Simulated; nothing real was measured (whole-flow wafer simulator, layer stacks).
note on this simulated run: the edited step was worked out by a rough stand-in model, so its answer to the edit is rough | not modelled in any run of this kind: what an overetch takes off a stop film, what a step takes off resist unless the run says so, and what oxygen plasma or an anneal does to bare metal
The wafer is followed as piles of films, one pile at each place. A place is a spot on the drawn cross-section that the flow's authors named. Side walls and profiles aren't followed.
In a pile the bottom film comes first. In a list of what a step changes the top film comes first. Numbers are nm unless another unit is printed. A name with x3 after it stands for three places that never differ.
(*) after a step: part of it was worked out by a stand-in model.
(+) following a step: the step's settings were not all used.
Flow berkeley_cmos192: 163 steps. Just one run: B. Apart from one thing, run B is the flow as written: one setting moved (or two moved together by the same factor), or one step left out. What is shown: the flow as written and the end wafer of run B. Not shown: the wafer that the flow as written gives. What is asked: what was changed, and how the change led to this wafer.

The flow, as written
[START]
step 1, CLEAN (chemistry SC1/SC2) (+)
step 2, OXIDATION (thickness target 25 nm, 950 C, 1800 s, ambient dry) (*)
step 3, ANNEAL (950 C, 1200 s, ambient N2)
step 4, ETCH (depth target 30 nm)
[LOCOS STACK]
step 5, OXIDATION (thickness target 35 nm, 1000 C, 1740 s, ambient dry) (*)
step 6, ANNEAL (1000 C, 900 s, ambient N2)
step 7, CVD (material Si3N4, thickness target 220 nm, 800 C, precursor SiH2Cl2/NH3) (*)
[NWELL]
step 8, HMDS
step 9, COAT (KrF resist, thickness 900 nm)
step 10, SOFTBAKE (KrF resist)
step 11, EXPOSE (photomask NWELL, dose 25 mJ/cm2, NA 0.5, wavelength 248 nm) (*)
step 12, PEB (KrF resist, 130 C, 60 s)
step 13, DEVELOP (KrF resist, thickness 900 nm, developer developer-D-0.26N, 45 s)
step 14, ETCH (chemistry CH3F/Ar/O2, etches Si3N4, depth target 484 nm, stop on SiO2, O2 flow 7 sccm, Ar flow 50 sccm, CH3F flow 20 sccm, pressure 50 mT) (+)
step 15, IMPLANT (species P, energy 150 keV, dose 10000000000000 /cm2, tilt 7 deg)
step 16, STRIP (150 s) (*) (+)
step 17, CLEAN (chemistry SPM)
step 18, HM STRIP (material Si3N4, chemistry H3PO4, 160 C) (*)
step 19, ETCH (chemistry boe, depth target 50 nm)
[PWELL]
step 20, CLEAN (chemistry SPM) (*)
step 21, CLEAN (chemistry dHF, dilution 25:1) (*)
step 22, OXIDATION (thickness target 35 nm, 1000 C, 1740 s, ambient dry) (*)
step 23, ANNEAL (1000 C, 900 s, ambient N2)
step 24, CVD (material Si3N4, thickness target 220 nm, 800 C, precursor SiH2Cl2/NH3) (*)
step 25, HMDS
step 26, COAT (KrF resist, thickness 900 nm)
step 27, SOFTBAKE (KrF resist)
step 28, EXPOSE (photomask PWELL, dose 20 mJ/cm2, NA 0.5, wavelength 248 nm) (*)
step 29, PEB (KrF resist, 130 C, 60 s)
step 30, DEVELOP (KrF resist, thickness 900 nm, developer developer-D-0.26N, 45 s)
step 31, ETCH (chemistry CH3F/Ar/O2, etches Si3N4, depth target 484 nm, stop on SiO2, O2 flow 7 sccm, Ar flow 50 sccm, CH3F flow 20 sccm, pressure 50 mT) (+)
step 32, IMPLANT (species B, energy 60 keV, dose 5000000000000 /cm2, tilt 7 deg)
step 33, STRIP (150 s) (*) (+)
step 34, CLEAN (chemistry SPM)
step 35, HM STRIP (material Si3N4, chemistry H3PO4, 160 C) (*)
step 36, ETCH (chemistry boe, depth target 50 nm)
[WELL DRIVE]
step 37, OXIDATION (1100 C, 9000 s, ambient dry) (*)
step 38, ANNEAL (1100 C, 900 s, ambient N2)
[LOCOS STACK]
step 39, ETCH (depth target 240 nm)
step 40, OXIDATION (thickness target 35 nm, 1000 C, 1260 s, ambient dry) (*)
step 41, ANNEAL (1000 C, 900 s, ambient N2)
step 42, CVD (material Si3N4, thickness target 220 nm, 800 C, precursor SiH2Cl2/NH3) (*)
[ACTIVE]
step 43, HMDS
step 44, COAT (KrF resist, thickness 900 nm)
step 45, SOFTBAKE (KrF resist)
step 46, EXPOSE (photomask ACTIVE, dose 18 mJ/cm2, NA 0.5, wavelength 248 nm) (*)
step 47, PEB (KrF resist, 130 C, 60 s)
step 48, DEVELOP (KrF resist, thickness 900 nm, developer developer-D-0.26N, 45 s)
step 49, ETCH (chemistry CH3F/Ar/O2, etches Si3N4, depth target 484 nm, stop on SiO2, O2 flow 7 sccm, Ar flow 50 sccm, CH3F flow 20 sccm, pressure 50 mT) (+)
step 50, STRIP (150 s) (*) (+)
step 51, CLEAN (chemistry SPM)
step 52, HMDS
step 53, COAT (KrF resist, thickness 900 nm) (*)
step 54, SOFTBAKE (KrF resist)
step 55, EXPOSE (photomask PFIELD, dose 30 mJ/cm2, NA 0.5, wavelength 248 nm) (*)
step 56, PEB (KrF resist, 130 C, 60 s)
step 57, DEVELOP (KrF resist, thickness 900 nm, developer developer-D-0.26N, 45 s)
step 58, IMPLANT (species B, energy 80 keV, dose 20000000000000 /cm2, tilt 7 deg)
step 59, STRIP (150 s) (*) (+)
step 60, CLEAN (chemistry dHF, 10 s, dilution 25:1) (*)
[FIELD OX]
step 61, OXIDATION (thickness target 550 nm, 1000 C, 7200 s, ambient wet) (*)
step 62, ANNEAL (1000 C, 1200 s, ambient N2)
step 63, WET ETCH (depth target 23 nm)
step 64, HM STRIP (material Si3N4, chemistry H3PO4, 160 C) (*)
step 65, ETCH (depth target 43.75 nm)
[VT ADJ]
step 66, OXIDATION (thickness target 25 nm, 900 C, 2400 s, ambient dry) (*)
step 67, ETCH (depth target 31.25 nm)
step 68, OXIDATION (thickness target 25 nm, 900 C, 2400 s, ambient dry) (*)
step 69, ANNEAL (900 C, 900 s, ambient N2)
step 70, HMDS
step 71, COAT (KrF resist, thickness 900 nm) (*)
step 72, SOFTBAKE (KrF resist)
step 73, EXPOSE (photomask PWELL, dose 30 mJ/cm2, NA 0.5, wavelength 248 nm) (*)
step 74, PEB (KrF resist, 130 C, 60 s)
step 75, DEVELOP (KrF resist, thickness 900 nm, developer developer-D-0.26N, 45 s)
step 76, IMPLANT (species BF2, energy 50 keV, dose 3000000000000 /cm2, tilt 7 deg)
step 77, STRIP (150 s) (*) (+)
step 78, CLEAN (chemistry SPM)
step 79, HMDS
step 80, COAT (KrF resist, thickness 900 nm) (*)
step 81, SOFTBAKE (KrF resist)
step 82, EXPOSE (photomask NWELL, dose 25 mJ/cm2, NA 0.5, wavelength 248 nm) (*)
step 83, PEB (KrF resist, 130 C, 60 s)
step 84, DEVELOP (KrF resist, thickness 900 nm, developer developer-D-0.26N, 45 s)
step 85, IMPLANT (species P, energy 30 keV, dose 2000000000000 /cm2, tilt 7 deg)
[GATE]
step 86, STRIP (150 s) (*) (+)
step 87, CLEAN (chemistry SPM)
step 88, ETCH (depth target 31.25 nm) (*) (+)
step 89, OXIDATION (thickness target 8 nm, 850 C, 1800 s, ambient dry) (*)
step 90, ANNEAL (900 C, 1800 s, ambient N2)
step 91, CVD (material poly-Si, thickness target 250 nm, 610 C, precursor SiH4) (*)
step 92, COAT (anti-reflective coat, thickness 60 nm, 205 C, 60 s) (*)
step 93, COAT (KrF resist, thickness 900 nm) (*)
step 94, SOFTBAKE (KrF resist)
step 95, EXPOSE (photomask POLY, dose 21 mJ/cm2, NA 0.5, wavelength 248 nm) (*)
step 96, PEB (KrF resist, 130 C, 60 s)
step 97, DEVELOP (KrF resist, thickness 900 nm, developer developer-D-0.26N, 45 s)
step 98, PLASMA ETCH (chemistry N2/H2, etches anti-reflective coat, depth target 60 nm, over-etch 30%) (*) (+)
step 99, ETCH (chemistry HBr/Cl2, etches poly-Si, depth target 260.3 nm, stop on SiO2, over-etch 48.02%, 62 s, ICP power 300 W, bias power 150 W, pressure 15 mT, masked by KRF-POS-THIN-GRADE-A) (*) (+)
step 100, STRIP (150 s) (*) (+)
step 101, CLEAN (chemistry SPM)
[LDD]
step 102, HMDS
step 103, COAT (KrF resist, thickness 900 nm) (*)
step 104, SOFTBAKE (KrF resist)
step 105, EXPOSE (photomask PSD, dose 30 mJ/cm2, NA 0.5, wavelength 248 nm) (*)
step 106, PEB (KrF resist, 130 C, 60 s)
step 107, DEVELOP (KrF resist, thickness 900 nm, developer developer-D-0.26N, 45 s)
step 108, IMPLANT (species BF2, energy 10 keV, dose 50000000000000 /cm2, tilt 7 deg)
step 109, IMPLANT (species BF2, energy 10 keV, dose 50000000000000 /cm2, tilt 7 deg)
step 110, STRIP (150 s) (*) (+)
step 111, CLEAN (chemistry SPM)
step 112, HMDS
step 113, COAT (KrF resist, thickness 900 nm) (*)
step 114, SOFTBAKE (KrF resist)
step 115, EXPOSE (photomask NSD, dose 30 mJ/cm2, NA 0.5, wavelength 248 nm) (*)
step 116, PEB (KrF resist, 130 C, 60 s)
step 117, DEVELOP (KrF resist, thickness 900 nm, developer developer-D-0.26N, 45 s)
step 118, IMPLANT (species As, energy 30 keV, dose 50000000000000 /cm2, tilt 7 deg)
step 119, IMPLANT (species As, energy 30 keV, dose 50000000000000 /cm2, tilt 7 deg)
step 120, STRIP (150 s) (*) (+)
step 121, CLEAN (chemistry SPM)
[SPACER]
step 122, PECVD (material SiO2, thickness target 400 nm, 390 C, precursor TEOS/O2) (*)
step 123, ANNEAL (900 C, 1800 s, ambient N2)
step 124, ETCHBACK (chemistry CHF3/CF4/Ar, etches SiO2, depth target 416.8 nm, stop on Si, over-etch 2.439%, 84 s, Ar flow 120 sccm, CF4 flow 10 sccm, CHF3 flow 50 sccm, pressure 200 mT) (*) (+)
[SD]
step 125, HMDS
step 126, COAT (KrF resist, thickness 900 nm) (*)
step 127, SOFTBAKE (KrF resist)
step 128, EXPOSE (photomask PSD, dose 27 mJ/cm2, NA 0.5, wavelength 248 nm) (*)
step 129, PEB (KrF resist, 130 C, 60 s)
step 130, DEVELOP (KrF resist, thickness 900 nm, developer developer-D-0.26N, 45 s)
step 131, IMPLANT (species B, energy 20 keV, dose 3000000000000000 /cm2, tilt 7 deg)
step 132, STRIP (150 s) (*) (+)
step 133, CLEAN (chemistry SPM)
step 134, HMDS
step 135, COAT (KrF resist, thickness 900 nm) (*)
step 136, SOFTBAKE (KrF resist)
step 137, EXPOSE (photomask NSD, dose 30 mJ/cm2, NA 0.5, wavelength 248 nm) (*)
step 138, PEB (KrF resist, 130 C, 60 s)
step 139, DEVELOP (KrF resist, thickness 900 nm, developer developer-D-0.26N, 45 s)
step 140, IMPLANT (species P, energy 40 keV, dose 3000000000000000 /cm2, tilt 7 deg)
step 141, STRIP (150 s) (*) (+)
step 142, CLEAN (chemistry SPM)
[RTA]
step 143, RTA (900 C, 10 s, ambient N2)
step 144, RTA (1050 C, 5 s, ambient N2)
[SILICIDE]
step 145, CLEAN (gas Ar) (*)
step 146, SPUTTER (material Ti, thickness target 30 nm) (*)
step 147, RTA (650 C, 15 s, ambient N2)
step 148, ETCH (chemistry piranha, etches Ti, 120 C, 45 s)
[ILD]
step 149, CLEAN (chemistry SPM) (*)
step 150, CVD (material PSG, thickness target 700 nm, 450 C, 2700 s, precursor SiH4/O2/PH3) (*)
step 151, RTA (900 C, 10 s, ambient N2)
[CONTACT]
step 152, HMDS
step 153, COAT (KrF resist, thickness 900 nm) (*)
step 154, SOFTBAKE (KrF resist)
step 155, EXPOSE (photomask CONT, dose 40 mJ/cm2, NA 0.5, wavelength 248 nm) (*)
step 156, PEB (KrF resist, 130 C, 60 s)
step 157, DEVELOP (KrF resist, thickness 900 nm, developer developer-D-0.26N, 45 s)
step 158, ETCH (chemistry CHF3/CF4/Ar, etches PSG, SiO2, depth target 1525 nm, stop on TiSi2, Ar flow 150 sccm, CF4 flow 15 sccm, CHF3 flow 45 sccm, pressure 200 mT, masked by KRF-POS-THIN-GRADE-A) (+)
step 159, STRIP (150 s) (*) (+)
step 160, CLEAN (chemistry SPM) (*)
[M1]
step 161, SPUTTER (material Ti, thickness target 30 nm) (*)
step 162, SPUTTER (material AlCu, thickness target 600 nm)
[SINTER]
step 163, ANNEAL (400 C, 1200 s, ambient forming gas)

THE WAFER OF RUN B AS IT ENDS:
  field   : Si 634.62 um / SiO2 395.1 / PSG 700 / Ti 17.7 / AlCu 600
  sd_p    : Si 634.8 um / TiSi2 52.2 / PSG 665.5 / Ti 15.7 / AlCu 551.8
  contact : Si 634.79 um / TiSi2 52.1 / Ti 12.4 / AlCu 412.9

Cause: step 161, SPUTTER: thickness target 17.7 nm was run, whereas the flow has thickness target 30 nm.
The wafer itself shows it: field has Ti 17.7, and step 161 as written asks for 30 nm.

The path from the change to this, step by step:
  step 161, SPUTTER (material Ti, thickness target 30 nm) (*)
      field, sd_n, spacer_n, gate, spacer_p, gate_p, m1: Ti gains 17.7 (new film) (in the flow as written it would be: Ti gains 30 (new film))
      sd_p: Ti gains 15.7 (new film) (in the flow as written it would be: Ti gains 26.6 (new film))
      (and at 1 other place as well)
